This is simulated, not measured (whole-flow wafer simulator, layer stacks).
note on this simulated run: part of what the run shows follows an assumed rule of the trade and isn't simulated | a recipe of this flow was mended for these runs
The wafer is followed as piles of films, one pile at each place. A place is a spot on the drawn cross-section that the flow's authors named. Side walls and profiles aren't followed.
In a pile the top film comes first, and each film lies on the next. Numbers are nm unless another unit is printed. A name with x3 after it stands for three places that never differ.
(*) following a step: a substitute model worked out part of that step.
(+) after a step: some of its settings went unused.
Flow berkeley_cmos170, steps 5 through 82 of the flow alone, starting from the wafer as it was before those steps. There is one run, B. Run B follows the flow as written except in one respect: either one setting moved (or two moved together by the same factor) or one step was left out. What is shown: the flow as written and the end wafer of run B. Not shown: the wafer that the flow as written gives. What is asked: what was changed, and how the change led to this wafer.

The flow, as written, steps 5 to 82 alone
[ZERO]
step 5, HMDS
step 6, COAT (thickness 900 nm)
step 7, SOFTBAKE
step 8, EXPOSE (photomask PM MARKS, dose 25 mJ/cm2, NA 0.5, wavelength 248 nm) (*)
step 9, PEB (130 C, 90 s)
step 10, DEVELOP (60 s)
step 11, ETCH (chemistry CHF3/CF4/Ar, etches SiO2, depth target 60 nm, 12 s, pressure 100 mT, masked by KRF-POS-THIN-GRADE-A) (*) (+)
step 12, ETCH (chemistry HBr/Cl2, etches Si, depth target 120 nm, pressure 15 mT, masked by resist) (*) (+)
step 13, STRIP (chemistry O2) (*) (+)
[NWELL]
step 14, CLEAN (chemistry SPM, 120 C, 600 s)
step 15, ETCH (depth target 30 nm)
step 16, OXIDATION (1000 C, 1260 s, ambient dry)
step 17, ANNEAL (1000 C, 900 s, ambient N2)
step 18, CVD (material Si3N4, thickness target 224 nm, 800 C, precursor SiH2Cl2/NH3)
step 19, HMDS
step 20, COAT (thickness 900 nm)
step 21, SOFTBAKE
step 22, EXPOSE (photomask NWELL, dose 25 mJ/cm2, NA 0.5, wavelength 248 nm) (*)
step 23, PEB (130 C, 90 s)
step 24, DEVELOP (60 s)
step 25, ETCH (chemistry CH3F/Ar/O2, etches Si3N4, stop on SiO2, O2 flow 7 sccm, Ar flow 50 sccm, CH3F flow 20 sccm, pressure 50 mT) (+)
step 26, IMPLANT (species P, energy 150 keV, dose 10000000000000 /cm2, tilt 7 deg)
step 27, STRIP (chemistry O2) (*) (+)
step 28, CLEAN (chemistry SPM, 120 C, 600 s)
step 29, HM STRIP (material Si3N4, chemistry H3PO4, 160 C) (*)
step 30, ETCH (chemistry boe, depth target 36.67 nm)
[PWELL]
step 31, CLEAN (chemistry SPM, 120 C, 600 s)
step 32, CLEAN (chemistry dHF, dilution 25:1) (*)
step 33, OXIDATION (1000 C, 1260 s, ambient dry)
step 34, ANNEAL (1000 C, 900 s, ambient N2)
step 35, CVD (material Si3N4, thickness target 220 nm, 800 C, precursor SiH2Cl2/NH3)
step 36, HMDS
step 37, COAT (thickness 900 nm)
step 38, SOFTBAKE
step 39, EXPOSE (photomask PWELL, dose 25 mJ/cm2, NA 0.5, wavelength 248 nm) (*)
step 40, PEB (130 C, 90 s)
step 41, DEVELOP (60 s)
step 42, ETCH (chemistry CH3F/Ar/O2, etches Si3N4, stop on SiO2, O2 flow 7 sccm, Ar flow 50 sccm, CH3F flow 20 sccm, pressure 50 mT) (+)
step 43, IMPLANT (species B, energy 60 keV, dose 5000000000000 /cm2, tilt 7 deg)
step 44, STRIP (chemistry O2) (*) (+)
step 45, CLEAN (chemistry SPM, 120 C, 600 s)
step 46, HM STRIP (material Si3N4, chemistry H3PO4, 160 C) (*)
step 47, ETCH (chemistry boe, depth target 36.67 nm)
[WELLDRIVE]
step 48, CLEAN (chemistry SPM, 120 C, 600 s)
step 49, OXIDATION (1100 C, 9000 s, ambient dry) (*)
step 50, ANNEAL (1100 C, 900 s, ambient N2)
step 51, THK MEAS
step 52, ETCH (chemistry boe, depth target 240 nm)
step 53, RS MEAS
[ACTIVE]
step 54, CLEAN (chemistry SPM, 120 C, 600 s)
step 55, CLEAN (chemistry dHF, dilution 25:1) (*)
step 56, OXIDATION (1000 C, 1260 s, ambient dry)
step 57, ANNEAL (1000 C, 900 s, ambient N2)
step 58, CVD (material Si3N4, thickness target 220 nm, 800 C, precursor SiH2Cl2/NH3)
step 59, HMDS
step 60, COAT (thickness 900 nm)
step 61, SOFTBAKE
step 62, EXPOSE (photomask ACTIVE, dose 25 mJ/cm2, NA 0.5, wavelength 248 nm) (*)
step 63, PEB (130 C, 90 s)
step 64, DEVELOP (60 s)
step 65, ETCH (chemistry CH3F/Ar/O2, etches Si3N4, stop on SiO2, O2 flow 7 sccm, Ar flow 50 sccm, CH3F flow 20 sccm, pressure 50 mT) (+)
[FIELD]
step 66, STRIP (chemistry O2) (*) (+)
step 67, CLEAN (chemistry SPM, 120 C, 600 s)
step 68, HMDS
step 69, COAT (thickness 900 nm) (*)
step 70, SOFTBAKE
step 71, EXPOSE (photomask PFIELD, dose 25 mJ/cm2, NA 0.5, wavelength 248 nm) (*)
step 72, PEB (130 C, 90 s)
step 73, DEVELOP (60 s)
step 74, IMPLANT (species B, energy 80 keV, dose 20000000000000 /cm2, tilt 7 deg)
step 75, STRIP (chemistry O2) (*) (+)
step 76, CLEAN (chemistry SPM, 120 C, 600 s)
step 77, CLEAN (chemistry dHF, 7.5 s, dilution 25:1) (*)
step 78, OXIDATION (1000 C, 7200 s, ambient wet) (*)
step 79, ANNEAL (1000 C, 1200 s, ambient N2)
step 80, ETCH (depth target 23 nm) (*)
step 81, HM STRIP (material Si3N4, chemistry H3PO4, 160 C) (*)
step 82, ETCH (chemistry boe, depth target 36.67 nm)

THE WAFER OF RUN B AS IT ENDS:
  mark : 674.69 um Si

Cause: step 12, ETCH: depth target 174 nm was run, though the flow has depth target 120 nm.

The path from the change to this, step by step:
  step 12, ETCH (chemistry HBr/Cl2, etches Si, depth target 120 nm, pressure 15 mT, masked by resist) (*) (+)
      field, sd_n, spacer_n and 9 more: -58 KrF-resist (as written it would have been: -40 KrF-resist)
      mark: -174 Si (as written it would have been: -120 Si)
  step 13, STRIP (chemistry O2) (*) (+)
      field, sd_n, spacer_n and 9 more: -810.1 KrF-resist (all of it) (as written it would have been: -828.1 KrF-resist (all of it))
